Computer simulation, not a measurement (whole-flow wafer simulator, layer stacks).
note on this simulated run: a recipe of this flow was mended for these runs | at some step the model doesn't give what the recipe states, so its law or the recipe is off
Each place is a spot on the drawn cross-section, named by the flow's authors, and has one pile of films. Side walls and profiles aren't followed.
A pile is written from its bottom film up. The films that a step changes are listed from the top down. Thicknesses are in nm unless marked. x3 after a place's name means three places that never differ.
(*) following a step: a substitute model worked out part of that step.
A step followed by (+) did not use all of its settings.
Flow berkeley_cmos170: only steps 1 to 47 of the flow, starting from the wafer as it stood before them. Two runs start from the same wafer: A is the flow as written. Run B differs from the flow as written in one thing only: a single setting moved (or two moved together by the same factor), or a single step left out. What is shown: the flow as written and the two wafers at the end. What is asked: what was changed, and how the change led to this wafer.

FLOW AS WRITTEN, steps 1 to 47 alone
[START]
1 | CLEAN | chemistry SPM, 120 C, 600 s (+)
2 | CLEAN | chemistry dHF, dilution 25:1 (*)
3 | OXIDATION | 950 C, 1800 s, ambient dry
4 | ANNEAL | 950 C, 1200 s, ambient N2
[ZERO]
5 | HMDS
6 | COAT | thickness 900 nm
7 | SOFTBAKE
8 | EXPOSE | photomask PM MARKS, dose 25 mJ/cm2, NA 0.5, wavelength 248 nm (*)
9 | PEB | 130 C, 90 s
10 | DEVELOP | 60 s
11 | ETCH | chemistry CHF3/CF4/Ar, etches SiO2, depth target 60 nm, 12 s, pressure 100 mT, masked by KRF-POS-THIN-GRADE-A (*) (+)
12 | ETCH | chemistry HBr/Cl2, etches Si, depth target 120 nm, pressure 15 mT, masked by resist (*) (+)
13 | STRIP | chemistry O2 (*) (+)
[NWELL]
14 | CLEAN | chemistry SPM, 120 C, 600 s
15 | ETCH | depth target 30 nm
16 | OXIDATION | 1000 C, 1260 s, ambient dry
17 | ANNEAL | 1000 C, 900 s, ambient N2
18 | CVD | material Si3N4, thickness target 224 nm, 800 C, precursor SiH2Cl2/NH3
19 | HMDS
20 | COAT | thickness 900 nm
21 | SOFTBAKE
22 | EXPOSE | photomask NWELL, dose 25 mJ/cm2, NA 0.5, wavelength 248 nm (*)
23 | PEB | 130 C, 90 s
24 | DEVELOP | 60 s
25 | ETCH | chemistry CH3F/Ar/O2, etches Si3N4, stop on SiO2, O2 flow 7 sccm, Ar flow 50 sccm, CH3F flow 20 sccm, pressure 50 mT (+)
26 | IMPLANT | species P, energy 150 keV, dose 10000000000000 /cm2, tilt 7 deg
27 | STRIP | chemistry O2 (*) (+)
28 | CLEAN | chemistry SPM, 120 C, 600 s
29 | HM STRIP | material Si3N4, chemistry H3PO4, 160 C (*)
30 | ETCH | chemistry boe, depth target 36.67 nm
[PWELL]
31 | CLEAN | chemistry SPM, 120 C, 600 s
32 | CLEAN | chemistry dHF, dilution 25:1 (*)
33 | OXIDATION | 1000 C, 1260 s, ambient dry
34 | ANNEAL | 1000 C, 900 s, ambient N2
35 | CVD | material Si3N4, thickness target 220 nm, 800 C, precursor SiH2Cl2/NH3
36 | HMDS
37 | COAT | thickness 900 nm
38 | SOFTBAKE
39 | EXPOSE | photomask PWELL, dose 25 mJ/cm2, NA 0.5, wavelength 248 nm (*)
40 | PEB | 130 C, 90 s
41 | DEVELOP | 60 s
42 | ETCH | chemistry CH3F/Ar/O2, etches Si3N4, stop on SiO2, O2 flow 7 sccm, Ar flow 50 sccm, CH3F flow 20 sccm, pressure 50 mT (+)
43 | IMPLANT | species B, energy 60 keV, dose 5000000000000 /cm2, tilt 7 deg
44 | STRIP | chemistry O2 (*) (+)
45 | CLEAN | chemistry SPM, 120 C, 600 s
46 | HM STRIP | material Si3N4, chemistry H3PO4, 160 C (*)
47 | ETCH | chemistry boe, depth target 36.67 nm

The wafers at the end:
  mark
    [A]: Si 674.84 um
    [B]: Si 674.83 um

Cause: step 12, ETCH: depth target 133 nm was run, while the flow as written has depth target 120 nm.

Step by step, how the change led to this:
  12 | ETCH | chemistry HBr/Cl2, etches Si, depth target 120 nm, pressure 15 mT, masked by resist (*) (+)
      field x9, sd_p x3: A -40 KrF-resist | B -44.3 KrF-resist
      mark: A -120 Si | B -133 Si
